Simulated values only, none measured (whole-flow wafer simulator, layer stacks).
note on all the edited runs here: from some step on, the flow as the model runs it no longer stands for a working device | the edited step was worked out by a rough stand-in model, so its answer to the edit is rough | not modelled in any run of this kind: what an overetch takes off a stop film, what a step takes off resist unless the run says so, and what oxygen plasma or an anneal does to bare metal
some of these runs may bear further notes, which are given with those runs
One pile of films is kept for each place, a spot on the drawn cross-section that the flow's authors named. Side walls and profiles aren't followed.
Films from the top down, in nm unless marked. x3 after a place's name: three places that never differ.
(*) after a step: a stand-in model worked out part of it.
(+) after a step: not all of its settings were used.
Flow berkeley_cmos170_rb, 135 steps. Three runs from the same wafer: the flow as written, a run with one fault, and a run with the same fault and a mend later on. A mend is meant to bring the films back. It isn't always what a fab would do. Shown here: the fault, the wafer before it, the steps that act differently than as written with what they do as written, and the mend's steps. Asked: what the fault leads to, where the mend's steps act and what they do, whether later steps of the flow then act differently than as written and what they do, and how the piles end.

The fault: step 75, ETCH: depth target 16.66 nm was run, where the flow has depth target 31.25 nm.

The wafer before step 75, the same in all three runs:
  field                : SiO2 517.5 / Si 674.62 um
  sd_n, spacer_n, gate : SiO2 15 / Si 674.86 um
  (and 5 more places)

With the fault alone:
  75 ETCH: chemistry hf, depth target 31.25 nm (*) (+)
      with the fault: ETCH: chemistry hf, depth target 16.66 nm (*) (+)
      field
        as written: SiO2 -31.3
        with the fault: SiO2 -16.7
  Later steps of the flow that act differently than as written (23 more steps differ only slightly, by at most 2% or 0.5 nm, whichever is larger, and aren't shown):
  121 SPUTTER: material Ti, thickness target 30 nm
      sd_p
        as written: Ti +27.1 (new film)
        with the fault: Ti +25.5 (new film)
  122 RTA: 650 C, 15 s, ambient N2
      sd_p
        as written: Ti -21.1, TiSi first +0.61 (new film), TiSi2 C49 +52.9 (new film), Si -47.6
        with the fault: Ti -19.9, TiSi2 C49 +50.5 (new film), Si -45.1
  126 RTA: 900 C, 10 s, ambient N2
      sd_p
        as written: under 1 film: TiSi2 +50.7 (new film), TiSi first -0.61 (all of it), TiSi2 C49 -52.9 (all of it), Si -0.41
        with the fault: under 1 film: TiSi2 +47.6 (new film), TiSi2 C49 -50.5 (all of it)
  At the end the piles differ from the flow's by more than 2% or 0.5 nm, whichever is larger, at sd_p.
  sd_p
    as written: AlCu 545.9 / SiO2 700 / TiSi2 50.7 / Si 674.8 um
    with the fault: AlCu 541.4 / SiO2 700 / TiSi2 47.6 / Si 674.81 um

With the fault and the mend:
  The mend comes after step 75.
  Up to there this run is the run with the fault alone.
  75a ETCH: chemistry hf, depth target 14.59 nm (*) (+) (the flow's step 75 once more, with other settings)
      field
        SiO2 -14.6
  No later step of the flow acts differently than as written, at any place that is followed, by more than 2% or 0.5 nm, whichever is larger.
  At the end the piles are the same as the flow's at every place that both follow.
